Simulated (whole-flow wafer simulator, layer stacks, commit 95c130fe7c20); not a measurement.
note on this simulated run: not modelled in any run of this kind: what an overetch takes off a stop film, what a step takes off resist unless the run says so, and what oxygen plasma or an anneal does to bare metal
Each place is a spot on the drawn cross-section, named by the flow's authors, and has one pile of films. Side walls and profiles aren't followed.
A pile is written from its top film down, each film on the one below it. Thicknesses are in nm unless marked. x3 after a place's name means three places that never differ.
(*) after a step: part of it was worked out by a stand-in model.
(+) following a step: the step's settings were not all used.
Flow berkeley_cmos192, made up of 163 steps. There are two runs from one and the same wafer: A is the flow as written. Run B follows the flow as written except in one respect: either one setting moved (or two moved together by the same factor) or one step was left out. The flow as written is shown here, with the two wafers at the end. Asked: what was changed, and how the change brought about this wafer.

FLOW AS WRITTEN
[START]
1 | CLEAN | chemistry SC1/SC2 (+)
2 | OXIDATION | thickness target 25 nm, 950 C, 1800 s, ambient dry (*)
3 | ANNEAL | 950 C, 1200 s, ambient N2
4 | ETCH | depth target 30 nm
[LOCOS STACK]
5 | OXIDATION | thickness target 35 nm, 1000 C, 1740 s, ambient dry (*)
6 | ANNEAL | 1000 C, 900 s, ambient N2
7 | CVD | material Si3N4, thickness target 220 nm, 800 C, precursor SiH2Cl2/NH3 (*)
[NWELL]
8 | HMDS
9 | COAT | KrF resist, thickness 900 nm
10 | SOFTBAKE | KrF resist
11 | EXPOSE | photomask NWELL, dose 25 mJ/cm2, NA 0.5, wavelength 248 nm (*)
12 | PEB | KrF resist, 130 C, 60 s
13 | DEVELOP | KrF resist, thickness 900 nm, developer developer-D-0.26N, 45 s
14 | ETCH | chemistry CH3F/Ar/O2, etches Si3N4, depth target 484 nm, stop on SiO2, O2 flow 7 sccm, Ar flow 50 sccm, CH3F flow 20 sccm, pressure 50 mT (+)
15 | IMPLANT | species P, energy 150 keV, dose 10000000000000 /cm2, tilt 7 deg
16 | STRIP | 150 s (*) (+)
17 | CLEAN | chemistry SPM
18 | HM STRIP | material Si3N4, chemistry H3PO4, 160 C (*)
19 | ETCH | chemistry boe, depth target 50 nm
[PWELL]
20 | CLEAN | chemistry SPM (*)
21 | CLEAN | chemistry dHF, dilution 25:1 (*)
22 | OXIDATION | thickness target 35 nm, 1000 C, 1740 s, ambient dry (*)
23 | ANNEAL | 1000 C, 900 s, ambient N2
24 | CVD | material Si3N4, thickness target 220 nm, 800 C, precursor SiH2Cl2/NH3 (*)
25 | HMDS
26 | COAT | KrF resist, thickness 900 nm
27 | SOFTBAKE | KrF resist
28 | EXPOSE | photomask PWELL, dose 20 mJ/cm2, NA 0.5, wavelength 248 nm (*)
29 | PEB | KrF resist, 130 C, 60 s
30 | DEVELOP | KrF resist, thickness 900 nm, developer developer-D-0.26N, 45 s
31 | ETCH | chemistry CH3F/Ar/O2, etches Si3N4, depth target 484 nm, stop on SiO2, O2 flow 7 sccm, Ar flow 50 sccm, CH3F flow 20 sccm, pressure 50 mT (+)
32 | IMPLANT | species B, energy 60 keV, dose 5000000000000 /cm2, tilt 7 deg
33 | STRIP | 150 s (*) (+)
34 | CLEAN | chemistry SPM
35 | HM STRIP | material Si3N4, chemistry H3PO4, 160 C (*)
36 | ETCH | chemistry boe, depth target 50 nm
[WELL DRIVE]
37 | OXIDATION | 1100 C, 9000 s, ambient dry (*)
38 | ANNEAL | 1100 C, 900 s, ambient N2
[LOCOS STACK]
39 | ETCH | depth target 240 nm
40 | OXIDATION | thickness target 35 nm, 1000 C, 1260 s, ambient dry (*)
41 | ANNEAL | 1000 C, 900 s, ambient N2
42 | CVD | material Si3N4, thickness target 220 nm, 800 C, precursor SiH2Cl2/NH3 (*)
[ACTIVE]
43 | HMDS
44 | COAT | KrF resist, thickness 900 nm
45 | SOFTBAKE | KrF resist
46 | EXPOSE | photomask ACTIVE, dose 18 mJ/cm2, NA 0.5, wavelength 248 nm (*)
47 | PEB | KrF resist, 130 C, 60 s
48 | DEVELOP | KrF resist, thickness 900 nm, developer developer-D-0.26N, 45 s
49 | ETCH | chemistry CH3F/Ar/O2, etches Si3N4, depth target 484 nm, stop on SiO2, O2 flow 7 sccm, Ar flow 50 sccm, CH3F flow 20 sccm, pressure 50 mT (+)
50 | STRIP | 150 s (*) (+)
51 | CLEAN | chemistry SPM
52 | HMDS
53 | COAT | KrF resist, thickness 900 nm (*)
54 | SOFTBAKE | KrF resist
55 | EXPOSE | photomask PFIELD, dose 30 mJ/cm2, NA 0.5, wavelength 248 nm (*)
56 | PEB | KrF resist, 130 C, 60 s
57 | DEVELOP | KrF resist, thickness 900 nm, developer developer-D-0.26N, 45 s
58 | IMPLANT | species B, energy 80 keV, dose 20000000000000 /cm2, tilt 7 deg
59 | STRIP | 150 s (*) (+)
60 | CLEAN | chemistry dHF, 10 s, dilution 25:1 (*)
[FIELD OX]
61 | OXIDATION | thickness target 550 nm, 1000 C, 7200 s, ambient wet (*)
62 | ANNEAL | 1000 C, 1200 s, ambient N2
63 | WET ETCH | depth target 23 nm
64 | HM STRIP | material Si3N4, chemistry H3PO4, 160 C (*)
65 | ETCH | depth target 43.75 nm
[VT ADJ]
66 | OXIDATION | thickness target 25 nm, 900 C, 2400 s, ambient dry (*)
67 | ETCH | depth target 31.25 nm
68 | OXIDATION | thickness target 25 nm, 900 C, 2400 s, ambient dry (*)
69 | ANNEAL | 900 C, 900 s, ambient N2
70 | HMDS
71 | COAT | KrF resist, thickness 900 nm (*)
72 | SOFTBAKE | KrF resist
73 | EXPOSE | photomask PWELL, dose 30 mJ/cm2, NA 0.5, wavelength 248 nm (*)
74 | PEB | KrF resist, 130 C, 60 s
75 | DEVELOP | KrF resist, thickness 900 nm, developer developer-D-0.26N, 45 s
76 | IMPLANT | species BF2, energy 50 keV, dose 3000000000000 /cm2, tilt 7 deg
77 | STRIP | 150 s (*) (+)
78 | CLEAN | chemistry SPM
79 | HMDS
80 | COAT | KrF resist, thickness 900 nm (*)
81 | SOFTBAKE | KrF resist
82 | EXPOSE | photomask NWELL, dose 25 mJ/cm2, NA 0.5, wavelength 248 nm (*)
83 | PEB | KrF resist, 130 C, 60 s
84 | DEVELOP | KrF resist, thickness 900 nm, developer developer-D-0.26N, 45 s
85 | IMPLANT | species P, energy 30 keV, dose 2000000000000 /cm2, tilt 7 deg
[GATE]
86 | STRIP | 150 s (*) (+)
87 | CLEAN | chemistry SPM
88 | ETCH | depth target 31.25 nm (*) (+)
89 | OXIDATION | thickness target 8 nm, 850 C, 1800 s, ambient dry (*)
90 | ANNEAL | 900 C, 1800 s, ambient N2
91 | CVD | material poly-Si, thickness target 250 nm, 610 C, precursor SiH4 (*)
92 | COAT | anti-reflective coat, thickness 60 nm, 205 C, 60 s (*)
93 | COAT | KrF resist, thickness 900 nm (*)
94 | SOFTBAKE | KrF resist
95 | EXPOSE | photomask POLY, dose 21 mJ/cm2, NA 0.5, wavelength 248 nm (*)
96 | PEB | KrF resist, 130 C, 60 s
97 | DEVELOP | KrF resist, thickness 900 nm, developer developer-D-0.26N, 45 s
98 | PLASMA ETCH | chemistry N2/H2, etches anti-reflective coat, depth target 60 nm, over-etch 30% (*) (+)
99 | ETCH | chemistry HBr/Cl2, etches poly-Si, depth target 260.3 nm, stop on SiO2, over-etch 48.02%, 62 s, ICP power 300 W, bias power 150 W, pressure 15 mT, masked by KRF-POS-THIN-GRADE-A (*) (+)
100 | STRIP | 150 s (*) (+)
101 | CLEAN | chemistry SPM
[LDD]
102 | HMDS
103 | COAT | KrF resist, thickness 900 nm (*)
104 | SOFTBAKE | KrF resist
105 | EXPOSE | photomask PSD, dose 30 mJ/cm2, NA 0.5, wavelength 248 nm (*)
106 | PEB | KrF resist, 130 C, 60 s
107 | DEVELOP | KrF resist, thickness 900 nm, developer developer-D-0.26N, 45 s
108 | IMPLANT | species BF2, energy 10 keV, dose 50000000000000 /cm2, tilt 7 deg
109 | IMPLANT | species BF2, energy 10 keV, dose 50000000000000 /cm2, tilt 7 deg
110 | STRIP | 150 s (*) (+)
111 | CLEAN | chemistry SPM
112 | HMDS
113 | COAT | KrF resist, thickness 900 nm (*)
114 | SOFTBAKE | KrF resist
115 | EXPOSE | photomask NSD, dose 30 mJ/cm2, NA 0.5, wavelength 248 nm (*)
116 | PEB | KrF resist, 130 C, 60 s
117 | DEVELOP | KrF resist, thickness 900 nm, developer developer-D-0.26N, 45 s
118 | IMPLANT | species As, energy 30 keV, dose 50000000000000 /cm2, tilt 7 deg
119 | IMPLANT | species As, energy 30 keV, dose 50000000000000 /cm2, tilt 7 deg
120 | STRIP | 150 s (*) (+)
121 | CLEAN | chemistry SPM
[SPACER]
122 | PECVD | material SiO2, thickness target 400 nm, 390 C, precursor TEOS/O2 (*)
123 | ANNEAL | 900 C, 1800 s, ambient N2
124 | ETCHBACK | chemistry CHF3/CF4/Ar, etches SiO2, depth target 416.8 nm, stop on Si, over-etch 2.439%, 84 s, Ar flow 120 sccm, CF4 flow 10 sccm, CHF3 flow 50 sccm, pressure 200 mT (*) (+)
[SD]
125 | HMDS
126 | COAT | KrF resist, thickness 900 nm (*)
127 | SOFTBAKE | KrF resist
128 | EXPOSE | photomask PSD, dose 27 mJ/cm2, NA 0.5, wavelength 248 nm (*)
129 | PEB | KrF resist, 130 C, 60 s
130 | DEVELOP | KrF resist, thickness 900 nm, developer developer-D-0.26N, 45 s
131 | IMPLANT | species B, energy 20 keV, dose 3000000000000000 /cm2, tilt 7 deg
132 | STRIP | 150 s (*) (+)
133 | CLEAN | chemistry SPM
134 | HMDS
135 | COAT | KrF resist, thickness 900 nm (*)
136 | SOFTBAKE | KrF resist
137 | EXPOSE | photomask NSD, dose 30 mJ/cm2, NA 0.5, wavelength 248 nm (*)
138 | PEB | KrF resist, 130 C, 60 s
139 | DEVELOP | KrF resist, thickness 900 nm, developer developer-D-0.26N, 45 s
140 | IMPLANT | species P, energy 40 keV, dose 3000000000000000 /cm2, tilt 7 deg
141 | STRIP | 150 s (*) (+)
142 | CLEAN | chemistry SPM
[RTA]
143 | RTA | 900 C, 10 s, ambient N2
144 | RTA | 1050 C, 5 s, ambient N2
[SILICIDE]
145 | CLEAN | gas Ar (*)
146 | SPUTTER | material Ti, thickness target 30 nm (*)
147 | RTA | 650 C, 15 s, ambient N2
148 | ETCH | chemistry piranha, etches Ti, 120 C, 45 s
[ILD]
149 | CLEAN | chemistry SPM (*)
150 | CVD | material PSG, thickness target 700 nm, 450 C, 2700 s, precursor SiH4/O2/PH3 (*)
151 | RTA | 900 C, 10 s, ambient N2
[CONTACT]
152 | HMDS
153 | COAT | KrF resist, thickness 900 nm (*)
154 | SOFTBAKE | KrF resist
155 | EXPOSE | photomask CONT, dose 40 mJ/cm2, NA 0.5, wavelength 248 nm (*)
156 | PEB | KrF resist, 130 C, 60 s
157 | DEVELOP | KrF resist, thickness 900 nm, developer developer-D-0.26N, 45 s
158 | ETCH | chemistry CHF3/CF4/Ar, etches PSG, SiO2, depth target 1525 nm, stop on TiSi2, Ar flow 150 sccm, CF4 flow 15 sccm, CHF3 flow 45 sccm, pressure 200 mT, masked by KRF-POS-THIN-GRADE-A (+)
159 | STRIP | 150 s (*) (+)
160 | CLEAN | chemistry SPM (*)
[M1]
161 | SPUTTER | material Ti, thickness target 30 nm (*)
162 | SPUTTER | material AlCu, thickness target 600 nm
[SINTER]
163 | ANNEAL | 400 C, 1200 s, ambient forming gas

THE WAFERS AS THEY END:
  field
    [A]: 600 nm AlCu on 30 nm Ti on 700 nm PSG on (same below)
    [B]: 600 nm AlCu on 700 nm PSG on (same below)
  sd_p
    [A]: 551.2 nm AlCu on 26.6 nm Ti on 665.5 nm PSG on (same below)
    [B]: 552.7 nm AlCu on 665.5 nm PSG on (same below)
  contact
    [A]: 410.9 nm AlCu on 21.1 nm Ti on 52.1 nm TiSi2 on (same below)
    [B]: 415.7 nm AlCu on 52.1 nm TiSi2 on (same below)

What caused this: step 161, SPUTTER: material Ti, thickness target 30 nm (*), was not run.

The path from the change to this, step by step:
  (no step that both runs have acts differently by more than 2% or 0.5 nm, whichever is larger)
